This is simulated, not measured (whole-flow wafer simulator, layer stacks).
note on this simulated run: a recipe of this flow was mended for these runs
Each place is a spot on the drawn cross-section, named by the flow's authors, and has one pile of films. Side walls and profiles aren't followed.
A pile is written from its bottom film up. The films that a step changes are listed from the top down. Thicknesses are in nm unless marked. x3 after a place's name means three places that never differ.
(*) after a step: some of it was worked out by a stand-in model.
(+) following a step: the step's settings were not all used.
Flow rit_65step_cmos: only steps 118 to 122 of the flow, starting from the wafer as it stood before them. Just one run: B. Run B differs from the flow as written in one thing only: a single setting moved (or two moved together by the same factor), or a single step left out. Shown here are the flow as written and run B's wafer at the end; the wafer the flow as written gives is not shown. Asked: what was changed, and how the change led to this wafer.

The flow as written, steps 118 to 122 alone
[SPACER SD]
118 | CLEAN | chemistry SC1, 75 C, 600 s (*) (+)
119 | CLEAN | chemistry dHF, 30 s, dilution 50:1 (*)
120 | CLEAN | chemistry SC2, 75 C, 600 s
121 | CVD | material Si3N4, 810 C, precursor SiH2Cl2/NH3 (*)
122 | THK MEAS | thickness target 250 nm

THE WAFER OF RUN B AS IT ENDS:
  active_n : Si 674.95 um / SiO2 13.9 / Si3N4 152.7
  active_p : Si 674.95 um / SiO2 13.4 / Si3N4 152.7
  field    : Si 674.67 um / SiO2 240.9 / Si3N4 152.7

What caused this: step 121, CVD: 775 C was run, while the flow as written has 810 C.

The path from the change to this, step by step:
  121 | CVD | material Si3N4, 810 C, precursor SiH2Cl2/NH3 (*)
      field, field_pw, field_nw and 11 more: +152.7 Si3N4 (new film) (it would be, as written: +250 Si3N4 (new film))
